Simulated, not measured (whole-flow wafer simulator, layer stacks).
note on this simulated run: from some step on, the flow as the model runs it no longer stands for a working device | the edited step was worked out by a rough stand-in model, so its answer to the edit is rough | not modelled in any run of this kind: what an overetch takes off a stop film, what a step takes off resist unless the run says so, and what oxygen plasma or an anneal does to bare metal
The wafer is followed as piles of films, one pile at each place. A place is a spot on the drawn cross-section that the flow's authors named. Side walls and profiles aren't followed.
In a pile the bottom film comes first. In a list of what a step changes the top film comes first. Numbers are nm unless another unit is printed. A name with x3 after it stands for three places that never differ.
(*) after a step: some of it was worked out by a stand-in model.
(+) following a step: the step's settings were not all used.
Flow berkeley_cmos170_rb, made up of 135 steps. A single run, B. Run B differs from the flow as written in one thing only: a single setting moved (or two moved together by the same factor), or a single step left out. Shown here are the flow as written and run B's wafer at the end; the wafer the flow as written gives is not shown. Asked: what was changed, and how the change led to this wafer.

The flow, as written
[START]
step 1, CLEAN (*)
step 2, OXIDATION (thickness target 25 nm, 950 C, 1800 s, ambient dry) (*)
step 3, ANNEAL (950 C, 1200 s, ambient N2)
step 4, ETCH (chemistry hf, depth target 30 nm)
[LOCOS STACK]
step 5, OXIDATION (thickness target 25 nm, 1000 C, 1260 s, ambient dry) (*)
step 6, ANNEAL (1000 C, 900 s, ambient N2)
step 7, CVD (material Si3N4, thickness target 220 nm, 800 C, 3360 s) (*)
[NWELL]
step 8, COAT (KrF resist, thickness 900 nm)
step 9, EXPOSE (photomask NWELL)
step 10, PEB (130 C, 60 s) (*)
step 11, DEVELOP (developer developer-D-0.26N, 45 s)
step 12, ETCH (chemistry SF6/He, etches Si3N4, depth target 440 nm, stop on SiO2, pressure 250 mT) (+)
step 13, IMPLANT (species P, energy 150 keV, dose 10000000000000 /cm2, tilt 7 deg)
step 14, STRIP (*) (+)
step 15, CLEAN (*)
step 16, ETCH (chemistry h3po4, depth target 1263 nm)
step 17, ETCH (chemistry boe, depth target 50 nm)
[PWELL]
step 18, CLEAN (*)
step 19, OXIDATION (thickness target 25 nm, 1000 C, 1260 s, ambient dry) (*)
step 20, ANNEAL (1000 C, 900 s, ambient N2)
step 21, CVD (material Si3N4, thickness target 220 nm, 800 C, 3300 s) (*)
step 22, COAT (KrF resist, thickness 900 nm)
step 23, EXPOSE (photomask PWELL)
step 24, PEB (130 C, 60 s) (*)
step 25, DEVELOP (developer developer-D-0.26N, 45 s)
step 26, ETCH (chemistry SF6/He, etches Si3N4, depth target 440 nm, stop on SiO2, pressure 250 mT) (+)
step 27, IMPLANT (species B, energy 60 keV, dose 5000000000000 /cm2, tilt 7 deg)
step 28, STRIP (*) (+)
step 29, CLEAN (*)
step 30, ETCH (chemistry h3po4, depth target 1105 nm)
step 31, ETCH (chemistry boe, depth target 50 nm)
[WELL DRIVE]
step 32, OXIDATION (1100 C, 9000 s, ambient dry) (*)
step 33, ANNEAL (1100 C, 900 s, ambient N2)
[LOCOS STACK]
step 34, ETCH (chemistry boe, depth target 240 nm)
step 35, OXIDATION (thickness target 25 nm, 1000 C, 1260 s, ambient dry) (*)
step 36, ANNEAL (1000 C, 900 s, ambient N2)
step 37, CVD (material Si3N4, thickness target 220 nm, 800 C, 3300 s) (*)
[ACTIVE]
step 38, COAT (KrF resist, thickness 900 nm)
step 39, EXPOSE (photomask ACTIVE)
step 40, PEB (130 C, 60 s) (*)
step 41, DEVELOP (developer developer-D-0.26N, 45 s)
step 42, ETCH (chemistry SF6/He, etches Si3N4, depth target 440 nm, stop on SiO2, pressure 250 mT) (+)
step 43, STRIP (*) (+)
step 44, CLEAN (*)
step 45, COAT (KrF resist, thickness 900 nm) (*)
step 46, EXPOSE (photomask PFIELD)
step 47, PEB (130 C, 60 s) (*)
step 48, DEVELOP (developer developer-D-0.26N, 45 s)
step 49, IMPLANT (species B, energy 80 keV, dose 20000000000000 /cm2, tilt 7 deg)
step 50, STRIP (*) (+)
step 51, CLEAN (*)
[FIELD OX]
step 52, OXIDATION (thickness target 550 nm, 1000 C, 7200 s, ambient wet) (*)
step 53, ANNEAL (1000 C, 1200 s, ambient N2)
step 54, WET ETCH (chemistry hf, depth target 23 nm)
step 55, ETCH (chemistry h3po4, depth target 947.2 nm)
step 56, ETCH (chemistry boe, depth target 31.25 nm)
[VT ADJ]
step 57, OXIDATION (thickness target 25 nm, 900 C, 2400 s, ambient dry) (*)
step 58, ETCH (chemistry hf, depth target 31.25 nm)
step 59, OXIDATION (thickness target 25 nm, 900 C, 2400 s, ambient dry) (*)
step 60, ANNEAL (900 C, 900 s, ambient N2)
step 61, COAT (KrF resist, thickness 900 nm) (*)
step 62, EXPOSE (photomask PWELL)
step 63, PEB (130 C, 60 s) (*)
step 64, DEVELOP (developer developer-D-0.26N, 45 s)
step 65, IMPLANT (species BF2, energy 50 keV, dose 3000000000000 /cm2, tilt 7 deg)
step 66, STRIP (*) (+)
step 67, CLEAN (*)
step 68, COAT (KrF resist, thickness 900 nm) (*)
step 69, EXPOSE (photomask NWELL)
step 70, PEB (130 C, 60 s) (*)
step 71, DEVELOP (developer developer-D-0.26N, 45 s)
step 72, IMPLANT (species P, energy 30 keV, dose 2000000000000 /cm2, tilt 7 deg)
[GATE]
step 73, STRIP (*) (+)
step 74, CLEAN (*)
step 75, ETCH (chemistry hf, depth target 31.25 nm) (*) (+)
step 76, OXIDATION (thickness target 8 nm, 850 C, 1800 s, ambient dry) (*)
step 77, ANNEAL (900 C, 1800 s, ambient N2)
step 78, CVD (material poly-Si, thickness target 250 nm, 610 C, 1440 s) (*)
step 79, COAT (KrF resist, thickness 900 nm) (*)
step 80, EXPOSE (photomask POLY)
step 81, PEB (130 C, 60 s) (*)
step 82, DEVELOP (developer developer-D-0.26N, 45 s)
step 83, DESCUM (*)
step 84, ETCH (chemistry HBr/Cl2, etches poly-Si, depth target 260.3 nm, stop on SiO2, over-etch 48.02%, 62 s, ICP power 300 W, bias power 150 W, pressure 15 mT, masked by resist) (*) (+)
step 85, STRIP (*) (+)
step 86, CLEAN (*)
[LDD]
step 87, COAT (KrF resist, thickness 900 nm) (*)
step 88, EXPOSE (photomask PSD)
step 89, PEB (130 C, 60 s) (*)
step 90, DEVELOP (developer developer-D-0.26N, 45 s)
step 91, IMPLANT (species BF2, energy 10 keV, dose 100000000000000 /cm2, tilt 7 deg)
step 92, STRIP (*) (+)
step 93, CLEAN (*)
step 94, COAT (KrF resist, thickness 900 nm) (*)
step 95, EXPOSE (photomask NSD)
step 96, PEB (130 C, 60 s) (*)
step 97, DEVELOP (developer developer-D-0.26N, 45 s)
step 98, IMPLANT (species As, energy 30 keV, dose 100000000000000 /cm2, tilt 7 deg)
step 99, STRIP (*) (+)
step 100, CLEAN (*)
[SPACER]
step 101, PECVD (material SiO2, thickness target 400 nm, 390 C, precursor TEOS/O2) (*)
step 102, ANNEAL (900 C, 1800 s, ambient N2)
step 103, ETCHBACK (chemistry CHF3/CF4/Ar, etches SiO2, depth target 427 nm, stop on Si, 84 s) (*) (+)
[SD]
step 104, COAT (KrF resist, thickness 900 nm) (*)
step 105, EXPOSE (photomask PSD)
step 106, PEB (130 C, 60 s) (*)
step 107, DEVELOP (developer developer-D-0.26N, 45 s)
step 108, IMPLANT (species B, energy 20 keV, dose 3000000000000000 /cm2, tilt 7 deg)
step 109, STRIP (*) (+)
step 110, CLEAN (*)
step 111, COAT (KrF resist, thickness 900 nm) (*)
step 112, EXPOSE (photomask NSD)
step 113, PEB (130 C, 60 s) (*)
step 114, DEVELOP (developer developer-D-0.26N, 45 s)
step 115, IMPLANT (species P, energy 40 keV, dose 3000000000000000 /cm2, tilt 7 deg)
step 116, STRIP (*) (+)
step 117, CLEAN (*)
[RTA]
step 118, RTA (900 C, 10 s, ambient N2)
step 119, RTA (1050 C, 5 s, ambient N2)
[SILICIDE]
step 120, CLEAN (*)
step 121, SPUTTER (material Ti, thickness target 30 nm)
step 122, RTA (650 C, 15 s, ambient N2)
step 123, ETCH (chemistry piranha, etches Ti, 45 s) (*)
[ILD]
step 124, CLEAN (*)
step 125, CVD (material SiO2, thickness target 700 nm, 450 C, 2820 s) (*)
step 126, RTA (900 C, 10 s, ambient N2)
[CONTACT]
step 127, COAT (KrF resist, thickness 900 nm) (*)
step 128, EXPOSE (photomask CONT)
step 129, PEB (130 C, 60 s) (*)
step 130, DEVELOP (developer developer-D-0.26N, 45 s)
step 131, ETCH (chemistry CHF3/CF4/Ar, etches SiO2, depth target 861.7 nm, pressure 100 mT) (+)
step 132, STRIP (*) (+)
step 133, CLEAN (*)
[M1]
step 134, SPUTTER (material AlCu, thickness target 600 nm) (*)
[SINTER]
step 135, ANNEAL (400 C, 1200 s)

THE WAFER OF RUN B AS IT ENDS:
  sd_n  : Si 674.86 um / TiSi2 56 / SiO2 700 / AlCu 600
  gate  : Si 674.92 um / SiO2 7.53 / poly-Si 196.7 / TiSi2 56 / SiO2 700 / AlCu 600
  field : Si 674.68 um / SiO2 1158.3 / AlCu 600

What caused this: step 32, OXIDATION: 935 C was run, whereas the flow has 1100 C.

Step by step, how the change led to this:
  step 32, OXIDATION (1100 C, 9000 s, ambient dry) (*)
      field, sd_n, spacer_n and 6 more: SiO2 gains 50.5 (new film), Si loses 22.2 (it would be, as written: SiO2 gains 197.6 (new film), Si loses 86.9)
  step 34, ETCH (chemistry boe, depth target 240 nm)
      field, sd_n, spacer_n and 6 more: SiO2 loses 50.5 (all of it) (it would be, as written: SiO2 loses 197.6 (all of it))
